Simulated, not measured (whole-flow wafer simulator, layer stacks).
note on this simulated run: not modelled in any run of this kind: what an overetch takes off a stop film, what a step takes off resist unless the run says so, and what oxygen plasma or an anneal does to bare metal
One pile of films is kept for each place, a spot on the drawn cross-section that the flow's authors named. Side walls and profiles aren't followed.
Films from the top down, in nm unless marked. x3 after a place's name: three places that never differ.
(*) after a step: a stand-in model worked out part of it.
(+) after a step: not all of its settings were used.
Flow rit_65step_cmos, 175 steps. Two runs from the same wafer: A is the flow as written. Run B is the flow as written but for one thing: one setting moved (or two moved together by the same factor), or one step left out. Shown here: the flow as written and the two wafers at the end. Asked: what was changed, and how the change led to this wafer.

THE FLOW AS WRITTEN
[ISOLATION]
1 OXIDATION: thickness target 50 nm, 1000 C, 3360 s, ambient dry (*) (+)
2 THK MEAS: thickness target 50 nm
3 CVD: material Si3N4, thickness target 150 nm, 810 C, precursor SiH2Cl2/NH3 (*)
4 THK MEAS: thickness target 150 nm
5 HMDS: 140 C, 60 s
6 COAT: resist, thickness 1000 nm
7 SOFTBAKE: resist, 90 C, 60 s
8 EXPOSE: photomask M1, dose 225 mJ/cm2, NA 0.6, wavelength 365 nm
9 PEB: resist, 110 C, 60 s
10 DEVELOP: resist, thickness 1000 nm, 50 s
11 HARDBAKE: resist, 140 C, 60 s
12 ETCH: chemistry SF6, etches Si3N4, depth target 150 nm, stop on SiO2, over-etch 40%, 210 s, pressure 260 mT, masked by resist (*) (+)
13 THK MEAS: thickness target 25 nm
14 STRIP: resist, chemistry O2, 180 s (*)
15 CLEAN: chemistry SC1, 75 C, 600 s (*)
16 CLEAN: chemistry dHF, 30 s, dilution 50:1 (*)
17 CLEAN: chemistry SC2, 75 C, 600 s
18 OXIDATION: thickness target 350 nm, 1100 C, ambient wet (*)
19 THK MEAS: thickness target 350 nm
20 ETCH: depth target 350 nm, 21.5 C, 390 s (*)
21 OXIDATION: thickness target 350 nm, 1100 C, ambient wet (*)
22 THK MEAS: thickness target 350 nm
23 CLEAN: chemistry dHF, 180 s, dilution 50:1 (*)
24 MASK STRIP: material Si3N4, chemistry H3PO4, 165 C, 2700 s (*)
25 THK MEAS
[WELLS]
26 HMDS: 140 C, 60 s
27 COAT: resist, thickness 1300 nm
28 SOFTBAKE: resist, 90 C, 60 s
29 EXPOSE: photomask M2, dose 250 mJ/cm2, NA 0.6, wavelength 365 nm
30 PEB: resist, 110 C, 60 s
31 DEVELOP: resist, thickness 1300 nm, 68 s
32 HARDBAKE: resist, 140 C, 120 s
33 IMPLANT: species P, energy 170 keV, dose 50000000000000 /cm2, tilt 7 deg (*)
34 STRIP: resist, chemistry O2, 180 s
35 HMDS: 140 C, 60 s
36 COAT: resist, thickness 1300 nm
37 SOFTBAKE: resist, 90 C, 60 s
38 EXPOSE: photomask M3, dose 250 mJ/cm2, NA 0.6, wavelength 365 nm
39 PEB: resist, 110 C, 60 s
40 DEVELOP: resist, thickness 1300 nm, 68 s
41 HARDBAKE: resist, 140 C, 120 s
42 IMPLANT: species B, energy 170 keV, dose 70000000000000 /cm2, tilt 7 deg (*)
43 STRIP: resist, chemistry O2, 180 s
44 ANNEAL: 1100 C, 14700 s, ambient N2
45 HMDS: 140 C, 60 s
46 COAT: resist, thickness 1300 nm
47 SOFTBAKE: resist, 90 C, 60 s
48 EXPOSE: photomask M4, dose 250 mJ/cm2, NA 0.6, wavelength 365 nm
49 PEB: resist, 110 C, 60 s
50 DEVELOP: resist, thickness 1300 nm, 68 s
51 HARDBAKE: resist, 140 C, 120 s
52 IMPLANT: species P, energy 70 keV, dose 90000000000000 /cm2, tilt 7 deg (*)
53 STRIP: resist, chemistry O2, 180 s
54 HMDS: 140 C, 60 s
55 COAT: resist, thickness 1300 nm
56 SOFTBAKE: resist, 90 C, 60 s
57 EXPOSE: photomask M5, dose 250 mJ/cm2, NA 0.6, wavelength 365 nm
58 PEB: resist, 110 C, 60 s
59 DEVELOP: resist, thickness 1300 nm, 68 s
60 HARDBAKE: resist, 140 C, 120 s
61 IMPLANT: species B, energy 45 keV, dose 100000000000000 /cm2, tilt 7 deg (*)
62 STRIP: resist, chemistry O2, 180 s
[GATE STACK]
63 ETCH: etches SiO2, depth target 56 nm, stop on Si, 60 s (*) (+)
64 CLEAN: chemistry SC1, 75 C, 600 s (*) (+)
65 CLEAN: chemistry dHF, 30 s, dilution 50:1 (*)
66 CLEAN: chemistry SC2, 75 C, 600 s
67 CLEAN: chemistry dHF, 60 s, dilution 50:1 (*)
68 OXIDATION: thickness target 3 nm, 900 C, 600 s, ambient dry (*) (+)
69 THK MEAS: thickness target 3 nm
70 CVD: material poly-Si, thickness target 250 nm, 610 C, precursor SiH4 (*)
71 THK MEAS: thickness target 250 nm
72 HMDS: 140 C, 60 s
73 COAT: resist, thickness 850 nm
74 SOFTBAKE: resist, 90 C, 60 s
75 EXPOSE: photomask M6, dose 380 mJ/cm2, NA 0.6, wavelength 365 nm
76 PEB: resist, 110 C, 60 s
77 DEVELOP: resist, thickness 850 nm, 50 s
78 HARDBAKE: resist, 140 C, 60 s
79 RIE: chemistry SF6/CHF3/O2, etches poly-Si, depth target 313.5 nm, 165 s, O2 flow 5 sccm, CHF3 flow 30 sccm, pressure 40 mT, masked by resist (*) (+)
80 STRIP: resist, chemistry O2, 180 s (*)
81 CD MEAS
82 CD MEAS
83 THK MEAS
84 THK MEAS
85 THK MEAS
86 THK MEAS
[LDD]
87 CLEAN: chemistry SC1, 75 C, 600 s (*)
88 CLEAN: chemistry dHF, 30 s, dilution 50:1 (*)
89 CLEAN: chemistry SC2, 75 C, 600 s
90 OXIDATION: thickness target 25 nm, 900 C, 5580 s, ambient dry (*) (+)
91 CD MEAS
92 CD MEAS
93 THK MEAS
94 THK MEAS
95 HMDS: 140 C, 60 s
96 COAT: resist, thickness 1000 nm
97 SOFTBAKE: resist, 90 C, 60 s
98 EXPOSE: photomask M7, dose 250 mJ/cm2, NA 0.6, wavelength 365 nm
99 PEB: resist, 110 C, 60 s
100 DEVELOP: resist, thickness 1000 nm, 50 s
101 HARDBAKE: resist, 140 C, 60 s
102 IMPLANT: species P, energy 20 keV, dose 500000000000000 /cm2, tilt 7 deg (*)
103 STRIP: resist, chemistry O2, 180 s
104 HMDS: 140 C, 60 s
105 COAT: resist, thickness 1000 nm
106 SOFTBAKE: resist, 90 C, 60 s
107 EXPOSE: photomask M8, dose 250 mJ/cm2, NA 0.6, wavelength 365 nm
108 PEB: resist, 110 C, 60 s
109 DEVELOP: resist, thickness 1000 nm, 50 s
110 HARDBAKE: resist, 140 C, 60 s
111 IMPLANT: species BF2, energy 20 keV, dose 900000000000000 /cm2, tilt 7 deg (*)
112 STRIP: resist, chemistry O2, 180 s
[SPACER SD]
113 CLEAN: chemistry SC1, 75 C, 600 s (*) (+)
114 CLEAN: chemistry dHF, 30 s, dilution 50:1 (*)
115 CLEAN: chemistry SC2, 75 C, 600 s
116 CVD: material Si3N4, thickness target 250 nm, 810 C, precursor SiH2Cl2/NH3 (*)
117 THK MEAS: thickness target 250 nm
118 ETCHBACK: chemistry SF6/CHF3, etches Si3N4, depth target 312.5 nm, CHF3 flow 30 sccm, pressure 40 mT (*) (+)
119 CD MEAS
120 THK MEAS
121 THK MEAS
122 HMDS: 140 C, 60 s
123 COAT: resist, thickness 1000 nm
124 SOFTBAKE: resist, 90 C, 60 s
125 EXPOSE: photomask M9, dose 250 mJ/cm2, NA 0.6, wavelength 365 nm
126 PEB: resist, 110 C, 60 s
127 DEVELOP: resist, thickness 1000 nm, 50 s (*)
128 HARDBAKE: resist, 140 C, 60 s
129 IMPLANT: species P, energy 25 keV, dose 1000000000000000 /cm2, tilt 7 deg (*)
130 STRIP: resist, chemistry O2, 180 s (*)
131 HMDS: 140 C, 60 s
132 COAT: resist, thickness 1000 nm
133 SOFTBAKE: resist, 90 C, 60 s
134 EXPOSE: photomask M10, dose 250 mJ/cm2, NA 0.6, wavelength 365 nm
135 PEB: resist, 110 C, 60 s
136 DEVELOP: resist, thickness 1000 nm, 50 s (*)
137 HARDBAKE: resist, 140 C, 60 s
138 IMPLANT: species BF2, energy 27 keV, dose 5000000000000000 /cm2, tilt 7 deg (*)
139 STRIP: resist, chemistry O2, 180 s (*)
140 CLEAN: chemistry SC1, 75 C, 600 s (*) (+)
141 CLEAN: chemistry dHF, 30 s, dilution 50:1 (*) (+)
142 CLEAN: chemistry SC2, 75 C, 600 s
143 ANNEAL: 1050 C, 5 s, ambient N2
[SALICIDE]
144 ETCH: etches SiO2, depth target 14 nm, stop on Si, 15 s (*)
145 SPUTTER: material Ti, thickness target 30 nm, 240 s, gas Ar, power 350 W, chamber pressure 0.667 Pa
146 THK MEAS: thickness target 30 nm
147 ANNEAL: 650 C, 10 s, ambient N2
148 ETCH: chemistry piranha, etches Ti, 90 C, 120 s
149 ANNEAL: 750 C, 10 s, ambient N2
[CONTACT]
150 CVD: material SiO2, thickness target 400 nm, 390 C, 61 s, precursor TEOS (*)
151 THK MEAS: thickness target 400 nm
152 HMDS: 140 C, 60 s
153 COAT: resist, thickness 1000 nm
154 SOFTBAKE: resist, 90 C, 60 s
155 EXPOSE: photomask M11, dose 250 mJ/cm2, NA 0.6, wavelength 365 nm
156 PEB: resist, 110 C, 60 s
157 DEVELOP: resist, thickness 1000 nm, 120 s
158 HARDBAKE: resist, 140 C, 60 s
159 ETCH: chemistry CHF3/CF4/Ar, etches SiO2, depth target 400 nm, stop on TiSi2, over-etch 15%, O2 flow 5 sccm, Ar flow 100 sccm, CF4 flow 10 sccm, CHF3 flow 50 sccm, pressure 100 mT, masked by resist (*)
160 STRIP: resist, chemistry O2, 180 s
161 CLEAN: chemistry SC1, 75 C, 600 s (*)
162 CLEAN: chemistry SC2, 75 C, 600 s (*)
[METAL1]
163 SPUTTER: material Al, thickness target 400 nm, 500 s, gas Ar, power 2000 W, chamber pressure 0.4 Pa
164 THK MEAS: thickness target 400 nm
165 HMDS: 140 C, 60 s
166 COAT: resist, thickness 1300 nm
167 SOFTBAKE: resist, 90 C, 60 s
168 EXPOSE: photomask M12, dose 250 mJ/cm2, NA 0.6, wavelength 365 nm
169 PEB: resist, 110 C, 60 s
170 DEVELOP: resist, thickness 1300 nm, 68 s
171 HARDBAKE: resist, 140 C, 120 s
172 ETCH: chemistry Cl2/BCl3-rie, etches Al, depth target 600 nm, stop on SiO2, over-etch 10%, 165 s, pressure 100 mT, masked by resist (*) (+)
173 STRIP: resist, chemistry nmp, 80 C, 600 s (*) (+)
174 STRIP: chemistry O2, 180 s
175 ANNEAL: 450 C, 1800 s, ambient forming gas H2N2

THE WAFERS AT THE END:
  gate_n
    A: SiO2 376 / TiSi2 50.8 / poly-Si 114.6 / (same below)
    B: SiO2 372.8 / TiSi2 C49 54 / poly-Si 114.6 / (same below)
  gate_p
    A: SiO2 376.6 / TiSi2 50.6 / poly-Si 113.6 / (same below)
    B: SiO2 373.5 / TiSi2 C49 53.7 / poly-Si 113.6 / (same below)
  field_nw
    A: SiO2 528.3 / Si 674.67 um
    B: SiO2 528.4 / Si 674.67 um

The cause: step 149, ANNEAL: 638 C was run, where the flow has 750 C.

How the change led to this, step by step:
  149 ANNEAL: 750 C, 10 s, ambient N2
      gate_n: A TiSi2 +50.8 (new film), TiSi first -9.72 (all of it), TiSi2 C49 -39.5 (all of it), poly-Si -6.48 | B TiSi first -9.72 (all of it), TiSi2 C49 +14.4, poly-Si -6.48
      gate_p: A TiSi2 +50.6 (new film), TiSi first -9.46 (all of it), TiSi2 C49 -39.6 (all of it), poly-Si -6.31 | B TiSi first -9.46 (all of it), TiSi2 C49 +14.1, poly-Si -6.31
